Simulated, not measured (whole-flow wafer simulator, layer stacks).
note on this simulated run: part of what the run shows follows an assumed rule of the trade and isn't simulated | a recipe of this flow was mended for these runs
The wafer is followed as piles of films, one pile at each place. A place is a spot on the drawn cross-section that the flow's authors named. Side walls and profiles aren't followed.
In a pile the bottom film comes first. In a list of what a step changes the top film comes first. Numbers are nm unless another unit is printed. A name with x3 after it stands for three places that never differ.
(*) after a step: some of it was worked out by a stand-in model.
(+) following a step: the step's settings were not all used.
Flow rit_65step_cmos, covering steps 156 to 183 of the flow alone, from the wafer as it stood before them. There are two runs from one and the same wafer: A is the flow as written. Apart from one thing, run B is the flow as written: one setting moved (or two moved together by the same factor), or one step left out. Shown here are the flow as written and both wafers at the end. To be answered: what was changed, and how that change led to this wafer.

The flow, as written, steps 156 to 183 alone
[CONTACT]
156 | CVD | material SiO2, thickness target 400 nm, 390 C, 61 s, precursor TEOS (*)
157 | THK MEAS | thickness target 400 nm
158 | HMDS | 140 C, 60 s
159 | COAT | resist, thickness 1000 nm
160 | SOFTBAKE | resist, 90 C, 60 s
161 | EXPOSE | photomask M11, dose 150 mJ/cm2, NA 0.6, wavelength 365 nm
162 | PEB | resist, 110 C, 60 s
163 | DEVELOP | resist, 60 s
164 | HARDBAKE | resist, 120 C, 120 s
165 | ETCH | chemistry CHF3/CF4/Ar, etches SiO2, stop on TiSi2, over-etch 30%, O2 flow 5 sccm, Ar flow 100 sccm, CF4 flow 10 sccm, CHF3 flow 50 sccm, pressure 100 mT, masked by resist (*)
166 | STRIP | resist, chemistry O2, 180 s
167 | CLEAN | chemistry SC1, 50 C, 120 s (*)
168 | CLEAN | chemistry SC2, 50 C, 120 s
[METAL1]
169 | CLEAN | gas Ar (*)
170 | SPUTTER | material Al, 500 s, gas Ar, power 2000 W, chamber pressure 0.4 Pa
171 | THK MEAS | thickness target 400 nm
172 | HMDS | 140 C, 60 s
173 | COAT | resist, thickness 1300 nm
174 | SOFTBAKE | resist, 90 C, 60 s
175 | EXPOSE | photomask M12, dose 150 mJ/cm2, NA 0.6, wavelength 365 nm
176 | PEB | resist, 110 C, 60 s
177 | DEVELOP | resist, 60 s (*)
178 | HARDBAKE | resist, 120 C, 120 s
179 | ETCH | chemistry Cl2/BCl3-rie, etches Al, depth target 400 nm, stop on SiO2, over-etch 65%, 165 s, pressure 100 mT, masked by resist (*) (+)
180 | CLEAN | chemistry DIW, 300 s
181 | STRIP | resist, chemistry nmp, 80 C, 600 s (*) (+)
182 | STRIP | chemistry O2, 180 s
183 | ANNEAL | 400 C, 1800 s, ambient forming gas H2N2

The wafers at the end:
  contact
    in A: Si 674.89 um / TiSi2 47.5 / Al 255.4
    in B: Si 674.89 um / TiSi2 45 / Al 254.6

The reason: step 165, ETCH: over-etch 42.4% was run, though the flow has over-etch 30%.

The path from the change to this, step by step:
  165 | ETCH | chemistry CHF3/CF4/Ar, etches SiO2, stop on TiSi2, over-etch 30%, O2 flow 5 sccm, Ar flow 100 sccm, CF4 flow 10 sccm, CHF3 flow 50 sccm, pressure 100 mT, masked by resist (*)
      field, field_pw, field_nw and 10 more: A resist loses 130 | B resist loses 142.4
      contact: A SiO2 loses 400 (all of it), TiSi2 loses 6 | B SiO2 loses 400 (all of it), TiSi2 loses 8.48
  166 | STRIP | resist, chemistry O2, 180 s
      gate_n: A resist loses 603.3 (all of it) | B resist loses 590.9 (all of it)
      gate_p: A resist loses 603.2 (all of it) | B resist loses 590.8 (all of it)
